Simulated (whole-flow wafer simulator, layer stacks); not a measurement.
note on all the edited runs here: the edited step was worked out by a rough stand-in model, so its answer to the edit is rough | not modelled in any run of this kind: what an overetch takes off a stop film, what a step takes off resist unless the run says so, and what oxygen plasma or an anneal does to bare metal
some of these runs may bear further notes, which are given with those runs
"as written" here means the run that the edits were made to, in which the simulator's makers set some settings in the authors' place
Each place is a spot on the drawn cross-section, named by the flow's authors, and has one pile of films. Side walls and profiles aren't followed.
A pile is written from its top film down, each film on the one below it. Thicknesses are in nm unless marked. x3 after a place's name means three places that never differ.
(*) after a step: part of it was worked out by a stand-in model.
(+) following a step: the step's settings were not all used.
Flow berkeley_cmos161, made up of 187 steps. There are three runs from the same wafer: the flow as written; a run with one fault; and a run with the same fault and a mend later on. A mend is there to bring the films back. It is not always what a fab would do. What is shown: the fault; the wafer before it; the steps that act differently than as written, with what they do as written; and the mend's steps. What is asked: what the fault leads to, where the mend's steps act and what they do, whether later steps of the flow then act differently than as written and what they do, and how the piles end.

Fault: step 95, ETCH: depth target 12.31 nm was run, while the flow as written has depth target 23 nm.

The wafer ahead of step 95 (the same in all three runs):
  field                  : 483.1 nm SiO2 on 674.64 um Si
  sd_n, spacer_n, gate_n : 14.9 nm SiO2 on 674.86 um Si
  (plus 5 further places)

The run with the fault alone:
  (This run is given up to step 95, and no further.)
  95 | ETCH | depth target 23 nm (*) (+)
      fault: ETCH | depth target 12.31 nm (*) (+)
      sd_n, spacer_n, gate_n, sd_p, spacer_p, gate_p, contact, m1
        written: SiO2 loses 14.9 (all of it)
        fault: SiO2 loses 12.3
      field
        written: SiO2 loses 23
        fault: SiO2 loses 12.3
  After step 95, at field, sd_n, spacer_n and 6 more, the piles differ from the flow's by more than 2% or 0.5 nm, whichever is larger.
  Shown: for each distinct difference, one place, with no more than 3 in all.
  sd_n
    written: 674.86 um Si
    fault: 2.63 nm SiO2 on 674.86 um Si
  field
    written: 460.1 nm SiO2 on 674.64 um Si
    fault: 470.8 nm SiO2 on 674.64 um Si

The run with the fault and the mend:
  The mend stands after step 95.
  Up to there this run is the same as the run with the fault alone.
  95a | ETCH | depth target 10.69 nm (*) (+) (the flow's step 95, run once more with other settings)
      sd_n, spacer_n, gate_n, sd_p, spacer_p, gate_p, contact, m1
        SiO2 loses 2.63 (all of it)
      field
        SiO2 loses 10.7
  Later steps of the flow that are run all act as written at every place that is followed.
  The piles end the same as the flow's at every place that both follow.
